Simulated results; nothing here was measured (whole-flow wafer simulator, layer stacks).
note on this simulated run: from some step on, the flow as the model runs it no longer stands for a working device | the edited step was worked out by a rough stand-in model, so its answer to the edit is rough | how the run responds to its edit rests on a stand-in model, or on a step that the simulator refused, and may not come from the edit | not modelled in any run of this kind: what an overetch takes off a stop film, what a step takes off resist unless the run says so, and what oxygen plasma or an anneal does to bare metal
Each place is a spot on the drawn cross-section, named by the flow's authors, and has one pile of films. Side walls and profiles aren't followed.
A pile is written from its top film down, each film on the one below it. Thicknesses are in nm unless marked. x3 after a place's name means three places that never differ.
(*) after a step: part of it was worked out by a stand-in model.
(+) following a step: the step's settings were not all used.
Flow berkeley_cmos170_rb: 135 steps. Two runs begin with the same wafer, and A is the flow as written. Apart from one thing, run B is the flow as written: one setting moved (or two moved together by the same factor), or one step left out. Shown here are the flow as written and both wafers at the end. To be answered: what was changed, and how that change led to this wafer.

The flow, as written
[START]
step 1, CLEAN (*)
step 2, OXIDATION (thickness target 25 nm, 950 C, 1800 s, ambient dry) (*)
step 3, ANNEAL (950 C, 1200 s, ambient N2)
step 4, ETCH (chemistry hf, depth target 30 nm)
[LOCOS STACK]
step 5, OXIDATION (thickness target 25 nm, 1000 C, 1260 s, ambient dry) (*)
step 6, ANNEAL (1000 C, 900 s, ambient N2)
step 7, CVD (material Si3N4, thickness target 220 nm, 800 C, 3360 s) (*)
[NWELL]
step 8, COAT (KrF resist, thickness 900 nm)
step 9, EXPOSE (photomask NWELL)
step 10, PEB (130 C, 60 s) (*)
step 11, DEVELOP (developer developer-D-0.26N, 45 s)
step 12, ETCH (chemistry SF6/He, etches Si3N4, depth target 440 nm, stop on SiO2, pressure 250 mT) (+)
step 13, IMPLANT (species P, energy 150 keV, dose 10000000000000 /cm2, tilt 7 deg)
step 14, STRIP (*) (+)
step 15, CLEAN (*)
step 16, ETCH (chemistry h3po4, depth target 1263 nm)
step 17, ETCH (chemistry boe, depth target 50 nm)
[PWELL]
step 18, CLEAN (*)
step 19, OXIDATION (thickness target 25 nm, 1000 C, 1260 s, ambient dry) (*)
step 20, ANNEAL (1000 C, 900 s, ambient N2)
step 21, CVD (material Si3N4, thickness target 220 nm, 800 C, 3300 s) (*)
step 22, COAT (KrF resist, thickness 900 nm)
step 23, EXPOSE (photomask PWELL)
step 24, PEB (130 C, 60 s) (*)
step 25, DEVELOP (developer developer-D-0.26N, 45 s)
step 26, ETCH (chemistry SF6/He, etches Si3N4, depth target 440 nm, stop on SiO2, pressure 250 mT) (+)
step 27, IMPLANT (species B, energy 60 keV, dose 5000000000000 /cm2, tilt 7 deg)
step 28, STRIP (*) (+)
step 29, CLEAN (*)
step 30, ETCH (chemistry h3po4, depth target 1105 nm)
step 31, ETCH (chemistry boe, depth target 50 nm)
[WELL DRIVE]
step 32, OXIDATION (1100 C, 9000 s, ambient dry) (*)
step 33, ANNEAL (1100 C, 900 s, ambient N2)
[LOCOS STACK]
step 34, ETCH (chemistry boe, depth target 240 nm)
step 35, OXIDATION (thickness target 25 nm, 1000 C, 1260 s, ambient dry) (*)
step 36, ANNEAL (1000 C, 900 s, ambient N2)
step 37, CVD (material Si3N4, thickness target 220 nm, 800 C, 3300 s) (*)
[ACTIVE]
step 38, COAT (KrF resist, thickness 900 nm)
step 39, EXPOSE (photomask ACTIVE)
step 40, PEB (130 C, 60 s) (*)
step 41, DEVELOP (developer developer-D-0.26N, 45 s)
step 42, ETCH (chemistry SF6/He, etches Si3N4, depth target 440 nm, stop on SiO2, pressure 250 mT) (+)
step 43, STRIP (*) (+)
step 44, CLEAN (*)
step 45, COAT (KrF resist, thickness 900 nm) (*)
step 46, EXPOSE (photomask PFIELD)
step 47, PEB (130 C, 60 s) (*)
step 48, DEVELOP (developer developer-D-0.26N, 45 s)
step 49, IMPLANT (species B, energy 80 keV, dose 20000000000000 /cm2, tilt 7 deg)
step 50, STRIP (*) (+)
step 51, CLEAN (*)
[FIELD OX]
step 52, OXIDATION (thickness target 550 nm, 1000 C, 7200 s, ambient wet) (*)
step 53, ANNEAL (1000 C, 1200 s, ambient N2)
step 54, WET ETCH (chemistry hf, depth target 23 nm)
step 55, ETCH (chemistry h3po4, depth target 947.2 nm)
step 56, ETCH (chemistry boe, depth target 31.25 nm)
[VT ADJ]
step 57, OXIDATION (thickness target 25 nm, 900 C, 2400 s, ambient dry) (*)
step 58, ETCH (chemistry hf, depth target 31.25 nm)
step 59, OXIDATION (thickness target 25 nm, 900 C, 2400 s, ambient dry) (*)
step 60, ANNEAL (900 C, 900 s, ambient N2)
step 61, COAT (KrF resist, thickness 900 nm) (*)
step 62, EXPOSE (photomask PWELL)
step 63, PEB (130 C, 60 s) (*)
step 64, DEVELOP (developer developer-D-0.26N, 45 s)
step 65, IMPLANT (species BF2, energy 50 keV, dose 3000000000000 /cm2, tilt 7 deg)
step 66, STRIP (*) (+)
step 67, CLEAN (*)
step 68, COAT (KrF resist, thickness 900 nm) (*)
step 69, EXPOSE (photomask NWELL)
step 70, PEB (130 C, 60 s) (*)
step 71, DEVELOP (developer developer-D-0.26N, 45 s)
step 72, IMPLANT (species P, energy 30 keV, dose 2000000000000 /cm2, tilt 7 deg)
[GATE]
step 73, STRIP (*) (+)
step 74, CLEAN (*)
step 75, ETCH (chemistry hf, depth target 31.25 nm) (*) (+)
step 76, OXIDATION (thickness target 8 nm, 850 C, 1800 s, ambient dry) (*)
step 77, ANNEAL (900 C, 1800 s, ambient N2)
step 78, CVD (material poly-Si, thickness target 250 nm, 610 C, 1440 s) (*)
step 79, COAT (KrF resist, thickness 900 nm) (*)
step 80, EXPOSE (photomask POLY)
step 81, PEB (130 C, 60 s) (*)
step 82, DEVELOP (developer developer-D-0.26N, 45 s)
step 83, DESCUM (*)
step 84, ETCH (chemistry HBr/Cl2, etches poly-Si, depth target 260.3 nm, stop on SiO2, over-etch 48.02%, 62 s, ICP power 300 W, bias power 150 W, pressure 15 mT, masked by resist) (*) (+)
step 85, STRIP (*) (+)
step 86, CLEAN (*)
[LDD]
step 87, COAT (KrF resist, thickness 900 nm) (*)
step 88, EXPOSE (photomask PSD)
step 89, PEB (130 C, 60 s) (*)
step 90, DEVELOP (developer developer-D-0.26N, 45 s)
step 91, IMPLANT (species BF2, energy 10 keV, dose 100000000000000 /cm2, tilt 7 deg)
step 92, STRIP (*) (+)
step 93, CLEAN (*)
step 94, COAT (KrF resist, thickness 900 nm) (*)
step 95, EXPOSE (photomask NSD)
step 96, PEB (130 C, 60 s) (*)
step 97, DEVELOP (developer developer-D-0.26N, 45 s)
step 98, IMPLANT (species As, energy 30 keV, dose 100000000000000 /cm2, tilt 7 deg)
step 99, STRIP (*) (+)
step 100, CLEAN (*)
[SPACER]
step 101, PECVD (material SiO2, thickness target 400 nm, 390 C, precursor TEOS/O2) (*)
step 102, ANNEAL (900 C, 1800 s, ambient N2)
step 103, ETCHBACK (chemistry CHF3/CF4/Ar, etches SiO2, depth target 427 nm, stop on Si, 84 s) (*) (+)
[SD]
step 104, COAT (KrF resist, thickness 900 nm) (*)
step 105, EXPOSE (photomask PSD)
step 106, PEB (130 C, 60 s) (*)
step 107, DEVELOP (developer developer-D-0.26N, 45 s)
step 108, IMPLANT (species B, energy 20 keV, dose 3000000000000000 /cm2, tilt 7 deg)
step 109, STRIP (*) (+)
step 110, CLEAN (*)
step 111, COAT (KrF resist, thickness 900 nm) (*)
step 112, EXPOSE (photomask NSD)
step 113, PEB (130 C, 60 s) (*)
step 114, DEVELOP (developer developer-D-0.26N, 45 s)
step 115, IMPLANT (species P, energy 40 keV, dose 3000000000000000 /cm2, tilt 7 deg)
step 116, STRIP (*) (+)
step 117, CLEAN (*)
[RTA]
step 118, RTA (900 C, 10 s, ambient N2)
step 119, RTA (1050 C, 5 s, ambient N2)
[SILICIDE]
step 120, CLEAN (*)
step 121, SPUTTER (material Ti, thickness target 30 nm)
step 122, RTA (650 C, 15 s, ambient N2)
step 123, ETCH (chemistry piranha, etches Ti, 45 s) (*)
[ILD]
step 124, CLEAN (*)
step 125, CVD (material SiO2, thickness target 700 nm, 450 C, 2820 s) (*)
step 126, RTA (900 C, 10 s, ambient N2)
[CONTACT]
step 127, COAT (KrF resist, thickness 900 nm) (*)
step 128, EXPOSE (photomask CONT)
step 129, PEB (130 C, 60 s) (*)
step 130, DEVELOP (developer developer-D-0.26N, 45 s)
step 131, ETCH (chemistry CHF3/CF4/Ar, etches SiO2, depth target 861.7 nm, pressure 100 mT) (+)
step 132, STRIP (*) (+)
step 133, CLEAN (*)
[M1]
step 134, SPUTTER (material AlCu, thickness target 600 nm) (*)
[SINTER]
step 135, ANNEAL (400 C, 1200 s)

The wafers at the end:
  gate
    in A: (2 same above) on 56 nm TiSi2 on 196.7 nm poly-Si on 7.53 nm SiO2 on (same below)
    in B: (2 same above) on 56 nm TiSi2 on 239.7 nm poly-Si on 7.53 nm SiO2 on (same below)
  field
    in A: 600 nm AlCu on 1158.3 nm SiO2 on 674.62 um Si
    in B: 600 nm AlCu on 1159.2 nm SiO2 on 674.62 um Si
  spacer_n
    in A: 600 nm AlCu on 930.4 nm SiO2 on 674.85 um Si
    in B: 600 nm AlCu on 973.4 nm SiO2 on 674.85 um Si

The reason: step 78, CVD: thickness target 293 nm was run, whereas the flow has thickness target 250 nm; step 78, CVD: 1689 s was run, where the flow has 1440 s.

Step by step, how the change led to this:
  step 78, CVD (material poly-Si, thickness target 250 nm, 610 C, 1440 s) (*)
      field, sd_n, spacer_n and 6 more: A poly-Si gains 250 (new film) | B poly-Si gains 293 (new film)
  step 84, ETCH (chemistry HBr/Cl2, etches poly-Si, depth target 260.3 nm, stop on SiO2, over-etch 48.02%, 62 s, ICP power 300 W, bias power 150 W, pressure 15 mT, masked by resist) (*) (+)
      field, sd_n, spacer_n, sd_p, spacer_p, contact, m1: A poly-Si loses 250 (all of it), SiO2 loses 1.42 | B poly-Si loses 293 (all of it), SiO2 loses 0.46
  step 87, COAT (KrF resist, thickness 900 nm) (*)
      gate: A KrF resist gains 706 (new film) | B KrF resist gains 673.4 (new film)
      gate_p: A KrF resist gains 706.3 (new film) | B KrF resist gains 673.9 (new film)
  step 90, DEVELOP (developer developer-D-0.26N, 45 s)
      gate_p: A KrF resist loses 706.3 (all of it) | B KrF resist loses 673.9 (all of it)
  step 92, STRIP (*) (+)
      gate: A KrF resist loses 691.8 (all of it) | B KrF resist loses 659.2 (all of it)
  step 94, COAT (KrF resist, thickness 900 nm) (*)
      gate: A KrF resist gains 706 (new film) | B KrF resist gains 673.4 (new film)
      gate_p: A KrF resist gains 706.3 (new film) | B KrF resist gains 673.9 (new film)
  step 97, DEVELOP (developer developer-D-0.26N, 45 s)
      gate: A KrF resist loses 706 (all of it) | B KrF resist loses 673.4 (all of it)
  step 99, STRIP (*) (+)
      gate_p: A KrF resist loses 692.1 (all of it) | B KrF resist loses 659.7 (all of it)
  step 103, ETCHBACK (chemistry CHF3/CF4/Ar, etches SiO2, depth target 427 nm, stop on Si, 84 s) (*) (+)
      spacer_n: A SiO2 loses 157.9 | B SiO2 loses 115.9
      spacer_p: A SiO2 loses 157.9 | B SiO2 loses 115.8
  step 104, COAT (KrF resist, thickness 900 nm) (*)
      spacer_n: A KrF resist gains 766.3 (new film) | B KrF resist gains 736.1 (new film)
      gate: A KrF resist gains 742.1 (new film) | B KrF resist gains 712.7 (new film)
      (also at 2 further places)
  step 107, DEVELOP (developer developer-D-0.26N, 45 s)
      spacer_p: A KrF resist loses 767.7 (all of it) | B KrF resist loses 737.5 (all of it)
      gate_p: A KrF resist loses 743.2 (all of it) | B KrF resist loses 713.7 (all of it)
  step 109, STRIP (*) (+)
      spacer_n: A KrF resist loses 752.1 (all of it) | B KrF resist loses 721.9 (all of it)
      gate: A KrF resist loses 727.9 (all of it) | B KrF resist loses 698.5 (all of it)
  step 111, COAT (KrF resist, thickness 900 nm) (*)
      spacer_n: A KrF resist gains 766.3 (new film) | B KrF resist gains 736.1 (new film)
      gate: A KrF resist gains 742.1 (new film) | B KrF resist gains 712.7 (new film)
      (also at 2 further places)
  step 114, DEVELOP (developer developer-D-0.26N, 45 s)
      spacer_n: A KrF resist loses 766.3 (all of it) | B KrF resist loses 736.1 (all of it)
      gate: A KrF resist loses 742.1 (all of it) | B KrF resist loses 712.7 (all of it)
  step 116, STRIP (*) (+)
      spacer_p: A KrF resist loses 753.5 (all of it) | B KrF resist loses 723.2 (all of it)
      gate_p: A KrF resist loses 729 (all of it) | B KrF resist loses 699.5 (all of it)
  step 127, COAT (KrF resist, thickness 900 nm) (*)
      spacer_n: A KrF resist gains 819.8 (new film) | B KrF resist gains 799.9 (new film)
      gate: A KrF resist gains 798.4 (new film) | B KrF resist gains 781.5 (new film)
      (also at 2 further places)
  step 132, STRIP (*) (+)
      spacer_n: A KrF resist loses 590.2 (all of it) | B KrF resist loses 570.3 (all of it)
      gate: A KrF resist loses 568.8 (all of it) | B KrF resist loses 551.9 (all of it)
      (also at 3 further places)
